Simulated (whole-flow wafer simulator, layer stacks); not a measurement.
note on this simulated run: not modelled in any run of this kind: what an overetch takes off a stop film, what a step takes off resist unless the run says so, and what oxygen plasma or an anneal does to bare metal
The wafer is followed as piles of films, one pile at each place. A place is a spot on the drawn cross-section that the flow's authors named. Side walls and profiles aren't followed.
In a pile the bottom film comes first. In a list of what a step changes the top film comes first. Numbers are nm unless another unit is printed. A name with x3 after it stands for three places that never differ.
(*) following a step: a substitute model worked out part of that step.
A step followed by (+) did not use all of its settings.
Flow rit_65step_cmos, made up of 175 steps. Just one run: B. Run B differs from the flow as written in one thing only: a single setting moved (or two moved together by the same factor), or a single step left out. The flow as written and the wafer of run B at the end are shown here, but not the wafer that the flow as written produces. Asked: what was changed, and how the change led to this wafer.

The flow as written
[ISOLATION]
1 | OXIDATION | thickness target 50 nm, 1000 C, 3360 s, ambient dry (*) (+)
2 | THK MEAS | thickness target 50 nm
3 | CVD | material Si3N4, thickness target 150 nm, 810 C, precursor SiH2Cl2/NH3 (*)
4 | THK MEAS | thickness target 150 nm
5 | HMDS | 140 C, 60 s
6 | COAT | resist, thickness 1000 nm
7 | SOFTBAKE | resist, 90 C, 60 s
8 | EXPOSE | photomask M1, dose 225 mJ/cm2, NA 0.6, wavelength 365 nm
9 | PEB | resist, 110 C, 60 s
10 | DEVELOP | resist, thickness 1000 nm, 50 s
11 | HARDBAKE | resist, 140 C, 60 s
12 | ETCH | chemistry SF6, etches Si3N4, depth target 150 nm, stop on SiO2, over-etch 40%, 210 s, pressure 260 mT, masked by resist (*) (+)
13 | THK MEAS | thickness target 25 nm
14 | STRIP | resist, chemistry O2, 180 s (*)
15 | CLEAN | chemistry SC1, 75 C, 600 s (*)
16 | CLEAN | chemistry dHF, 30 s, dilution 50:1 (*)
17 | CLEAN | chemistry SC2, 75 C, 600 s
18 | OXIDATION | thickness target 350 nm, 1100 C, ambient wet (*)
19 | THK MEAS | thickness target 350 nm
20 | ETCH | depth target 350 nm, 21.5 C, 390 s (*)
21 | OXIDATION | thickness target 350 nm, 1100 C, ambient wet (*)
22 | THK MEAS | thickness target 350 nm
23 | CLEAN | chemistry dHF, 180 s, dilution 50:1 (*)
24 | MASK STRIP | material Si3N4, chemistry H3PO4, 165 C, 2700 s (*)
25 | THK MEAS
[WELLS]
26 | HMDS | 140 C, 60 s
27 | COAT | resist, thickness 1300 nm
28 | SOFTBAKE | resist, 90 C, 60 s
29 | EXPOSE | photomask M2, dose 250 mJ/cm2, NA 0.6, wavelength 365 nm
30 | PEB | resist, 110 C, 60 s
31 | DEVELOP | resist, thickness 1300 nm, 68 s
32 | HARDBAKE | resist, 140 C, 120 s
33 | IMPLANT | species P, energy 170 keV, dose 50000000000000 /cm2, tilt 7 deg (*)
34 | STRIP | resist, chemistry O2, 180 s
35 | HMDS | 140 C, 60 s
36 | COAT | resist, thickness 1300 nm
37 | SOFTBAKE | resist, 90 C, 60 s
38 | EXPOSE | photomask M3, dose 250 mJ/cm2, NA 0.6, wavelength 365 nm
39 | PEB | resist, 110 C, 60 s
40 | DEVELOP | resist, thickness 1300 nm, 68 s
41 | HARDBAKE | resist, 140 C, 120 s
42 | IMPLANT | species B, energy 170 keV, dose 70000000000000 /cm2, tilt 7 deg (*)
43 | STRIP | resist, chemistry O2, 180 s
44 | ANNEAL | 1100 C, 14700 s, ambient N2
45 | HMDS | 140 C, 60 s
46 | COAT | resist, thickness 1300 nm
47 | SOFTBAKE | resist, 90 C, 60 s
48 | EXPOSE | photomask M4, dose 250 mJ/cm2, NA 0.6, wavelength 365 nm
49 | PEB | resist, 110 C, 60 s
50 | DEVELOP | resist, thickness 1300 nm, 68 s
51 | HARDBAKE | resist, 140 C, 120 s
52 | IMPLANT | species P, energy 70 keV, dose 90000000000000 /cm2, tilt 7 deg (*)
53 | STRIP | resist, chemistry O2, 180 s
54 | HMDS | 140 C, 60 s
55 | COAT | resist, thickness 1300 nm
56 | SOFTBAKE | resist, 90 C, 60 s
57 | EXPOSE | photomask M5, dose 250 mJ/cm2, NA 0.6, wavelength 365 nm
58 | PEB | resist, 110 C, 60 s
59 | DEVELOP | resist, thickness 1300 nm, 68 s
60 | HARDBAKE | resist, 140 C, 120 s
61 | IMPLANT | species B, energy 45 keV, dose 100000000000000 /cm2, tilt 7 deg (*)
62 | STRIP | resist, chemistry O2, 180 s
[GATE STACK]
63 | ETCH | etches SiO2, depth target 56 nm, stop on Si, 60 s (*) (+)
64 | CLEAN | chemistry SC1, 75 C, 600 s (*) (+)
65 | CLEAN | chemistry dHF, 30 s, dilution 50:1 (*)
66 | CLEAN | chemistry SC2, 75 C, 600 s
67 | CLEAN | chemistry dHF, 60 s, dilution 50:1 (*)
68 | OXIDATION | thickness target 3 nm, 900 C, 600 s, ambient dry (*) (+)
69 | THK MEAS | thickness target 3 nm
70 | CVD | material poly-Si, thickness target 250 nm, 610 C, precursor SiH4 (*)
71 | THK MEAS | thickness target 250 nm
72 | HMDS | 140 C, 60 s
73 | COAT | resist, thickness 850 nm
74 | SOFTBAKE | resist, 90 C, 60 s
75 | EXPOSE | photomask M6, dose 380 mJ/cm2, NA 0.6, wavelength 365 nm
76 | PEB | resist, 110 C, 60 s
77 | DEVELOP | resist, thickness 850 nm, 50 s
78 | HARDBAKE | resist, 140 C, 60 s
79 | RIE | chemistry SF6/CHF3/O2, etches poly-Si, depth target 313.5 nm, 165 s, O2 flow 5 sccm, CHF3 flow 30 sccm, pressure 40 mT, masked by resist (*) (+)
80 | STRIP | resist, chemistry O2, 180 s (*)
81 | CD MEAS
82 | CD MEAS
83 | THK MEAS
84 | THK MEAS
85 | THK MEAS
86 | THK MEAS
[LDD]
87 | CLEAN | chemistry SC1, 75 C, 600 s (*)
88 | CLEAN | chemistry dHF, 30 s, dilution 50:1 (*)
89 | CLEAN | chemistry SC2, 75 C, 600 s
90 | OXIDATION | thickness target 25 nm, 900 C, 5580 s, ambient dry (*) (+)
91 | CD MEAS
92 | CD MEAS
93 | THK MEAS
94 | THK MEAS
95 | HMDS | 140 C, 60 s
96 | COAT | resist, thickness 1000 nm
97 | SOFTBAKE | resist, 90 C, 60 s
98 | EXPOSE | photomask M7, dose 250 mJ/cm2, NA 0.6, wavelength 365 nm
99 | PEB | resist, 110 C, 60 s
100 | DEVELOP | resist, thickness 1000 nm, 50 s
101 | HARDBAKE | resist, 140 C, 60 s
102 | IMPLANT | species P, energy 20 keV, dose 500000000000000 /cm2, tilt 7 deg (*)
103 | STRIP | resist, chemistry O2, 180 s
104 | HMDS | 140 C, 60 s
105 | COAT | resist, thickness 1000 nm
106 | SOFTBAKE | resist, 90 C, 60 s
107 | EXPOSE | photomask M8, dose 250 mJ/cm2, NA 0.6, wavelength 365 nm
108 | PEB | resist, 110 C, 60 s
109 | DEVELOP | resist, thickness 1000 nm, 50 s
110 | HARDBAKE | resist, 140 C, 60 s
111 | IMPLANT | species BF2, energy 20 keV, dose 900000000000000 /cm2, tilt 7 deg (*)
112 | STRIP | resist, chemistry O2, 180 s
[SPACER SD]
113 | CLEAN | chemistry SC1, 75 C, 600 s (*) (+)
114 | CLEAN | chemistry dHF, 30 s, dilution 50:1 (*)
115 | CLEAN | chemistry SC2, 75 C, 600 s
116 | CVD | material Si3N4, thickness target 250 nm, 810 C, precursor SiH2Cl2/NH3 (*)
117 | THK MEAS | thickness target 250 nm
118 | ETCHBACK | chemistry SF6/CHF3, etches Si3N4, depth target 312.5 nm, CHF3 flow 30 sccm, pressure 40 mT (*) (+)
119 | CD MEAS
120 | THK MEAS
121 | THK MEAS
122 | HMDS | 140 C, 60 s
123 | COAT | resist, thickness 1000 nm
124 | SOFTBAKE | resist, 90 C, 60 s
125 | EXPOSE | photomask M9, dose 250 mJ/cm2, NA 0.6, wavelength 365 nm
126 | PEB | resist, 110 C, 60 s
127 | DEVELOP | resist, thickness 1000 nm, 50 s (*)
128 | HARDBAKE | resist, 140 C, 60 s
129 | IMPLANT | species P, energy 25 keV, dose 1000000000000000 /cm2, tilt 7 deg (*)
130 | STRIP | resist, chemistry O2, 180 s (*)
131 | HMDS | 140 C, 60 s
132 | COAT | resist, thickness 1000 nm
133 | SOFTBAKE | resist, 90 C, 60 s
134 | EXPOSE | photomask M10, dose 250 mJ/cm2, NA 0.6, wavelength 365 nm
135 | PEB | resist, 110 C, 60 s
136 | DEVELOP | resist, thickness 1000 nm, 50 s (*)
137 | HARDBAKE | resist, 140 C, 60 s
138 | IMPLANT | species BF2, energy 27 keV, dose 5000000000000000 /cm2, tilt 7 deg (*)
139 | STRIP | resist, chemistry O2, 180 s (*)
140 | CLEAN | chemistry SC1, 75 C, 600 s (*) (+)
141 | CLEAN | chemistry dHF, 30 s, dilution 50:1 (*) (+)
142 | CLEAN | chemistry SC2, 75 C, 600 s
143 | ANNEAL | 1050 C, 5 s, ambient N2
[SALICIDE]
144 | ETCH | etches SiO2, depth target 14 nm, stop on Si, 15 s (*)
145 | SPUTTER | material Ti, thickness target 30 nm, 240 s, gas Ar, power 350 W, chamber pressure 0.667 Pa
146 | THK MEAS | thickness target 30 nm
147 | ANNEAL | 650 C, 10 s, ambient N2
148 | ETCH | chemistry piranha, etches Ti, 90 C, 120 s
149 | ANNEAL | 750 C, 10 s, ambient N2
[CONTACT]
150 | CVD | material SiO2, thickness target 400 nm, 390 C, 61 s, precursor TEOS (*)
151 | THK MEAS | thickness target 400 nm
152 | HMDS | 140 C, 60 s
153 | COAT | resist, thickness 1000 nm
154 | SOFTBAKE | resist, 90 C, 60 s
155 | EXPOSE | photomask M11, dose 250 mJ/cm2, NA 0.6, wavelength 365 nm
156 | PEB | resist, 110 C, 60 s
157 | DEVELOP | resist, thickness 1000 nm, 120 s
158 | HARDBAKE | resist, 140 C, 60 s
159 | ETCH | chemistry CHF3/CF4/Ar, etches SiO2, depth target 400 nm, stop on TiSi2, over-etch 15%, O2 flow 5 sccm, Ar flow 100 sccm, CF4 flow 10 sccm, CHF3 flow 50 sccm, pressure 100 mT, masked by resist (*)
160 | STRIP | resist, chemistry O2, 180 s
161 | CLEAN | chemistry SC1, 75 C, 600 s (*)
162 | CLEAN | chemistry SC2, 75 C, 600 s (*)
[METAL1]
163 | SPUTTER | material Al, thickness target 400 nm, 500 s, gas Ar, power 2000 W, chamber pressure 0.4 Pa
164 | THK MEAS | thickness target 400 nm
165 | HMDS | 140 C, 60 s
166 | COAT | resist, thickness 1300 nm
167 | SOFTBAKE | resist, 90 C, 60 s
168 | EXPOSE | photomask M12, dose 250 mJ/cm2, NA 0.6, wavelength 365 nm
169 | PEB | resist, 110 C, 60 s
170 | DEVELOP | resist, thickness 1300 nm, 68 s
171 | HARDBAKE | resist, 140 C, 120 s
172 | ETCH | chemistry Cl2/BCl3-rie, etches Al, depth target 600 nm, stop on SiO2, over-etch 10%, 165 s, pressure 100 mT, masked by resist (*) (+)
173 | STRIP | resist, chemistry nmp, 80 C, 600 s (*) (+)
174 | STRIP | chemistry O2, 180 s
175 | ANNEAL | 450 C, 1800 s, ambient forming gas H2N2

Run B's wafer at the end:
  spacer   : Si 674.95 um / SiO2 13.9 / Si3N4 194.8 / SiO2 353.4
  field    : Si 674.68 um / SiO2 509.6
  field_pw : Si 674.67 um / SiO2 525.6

Cause: step 163, SPUTTER: 400 s was run, while the flow as written has 500 s.

How this came from the change, step by step:
  163 | SPUTTER | material Al, thickness target 400 nm, 500 s, gas Ar, power 2000 W, chamber pressure 0.4 Pa
      field, field_p, spacer, spacer_p: +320 Al (new film) (in the flow as written it would be: +400 Al (new film))
      gate_n, gate_p: +320 Al (new film) (in the flow as written it would be: +396 Al (new film))
      (and at 2 other places as well)
  172 | ETCH | chemistry Cl2/BCl3-rie, etches Al, depth target 600 nm, stop on SiO2, over-etch 10%, 165 s, pressure 100 mT, masked by resist (*) (+)
      field, field_p, spacer, spacer_p: -320 Al (all of it), -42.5 SiO2 (in the flow as written it would be: -400 Al (all of it), -32.5 SiO2)
      gate_n, gate_p: -320 Al (all of it), -42.5 SiO2 (in the flow as written it would be: -396 Al (all of it), -33 SiO2)
      (and at 2 other places as well)
